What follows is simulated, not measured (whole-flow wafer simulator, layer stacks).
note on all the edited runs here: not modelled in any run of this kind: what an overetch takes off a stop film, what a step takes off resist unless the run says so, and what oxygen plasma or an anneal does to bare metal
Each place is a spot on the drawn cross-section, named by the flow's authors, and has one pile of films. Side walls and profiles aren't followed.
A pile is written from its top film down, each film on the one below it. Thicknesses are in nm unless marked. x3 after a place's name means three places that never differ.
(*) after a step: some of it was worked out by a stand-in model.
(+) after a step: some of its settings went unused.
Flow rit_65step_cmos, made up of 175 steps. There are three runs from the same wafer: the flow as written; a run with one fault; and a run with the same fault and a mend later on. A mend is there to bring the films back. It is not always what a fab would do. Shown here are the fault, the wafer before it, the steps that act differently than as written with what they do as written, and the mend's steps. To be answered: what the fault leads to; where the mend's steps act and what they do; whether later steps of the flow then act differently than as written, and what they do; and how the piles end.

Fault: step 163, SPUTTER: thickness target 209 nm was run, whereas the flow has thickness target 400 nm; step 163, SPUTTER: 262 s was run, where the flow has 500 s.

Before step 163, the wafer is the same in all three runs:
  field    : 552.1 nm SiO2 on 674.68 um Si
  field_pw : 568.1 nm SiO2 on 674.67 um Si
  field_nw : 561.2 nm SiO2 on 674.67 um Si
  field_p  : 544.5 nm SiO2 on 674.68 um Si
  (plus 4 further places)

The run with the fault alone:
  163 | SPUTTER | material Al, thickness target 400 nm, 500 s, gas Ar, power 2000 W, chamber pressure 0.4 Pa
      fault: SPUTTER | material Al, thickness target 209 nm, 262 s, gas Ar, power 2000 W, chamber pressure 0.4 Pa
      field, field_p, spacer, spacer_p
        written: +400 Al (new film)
        fault: +209 Al (new film)
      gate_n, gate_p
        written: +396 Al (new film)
        fault: +209 Al (new film)
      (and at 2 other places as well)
  Later steps of the flow acting differently than as written (3 other steps are not shown; they differ only slightly, by no more than 2% or 0.5 nm, whichever is larger):
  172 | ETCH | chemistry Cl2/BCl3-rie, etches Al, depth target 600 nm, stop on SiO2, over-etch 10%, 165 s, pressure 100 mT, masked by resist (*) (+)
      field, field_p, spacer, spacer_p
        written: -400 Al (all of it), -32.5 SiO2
        fault: -209 Al (all of it), -56.4 SiO2
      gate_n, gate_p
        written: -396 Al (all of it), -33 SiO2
        fault: -209 Al (all of it), -56.4 SiO2
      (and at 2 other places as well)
  By the end, the piles at field, field_pw, field_nw, field_p, gate_n, gate_p, spacer, spacer_p depart from the flow's by more than 2% or 0.5 nm, whichever is larger.
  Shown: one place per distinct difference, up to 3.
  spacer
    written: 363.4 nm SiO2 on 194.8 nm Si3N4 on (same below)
    fault: 339.5 nm SiO2 on 194.8 nm Si3N4 on (same below)
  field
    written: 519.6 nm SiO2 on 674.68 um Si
    fault: 495.7 nm SiO2 on 674.68 um Si
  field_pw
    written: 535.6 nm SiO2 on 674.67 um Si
    fault: 511.7 nm SiO2 on 674.67 um Si

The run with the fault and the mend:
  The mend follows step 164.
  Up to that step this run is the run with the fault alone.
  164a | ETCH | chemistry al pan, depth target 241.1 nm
      field, field_p, gate_n, gate_p, spacer, spacer_p
        -209 Al (all of it)
      field_pw
        -208.9 Al (all of it)
      field_nw
        -208.8 Al (all of it)
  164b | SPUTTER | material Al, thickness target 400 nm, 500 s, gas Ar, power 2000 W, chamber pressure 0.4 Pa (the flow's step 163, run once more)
      field, field_pw, field_p, spacer, spacer_p
        +400 Al (new film)
      gate_n, gate_p
        +396 Al (new film)
      field_nw
        +397.2 Al (new film)
  Every later step of the flow that is run acts as written at every place that is followed.
  The piles end the same as the flow's at every place that both follow.
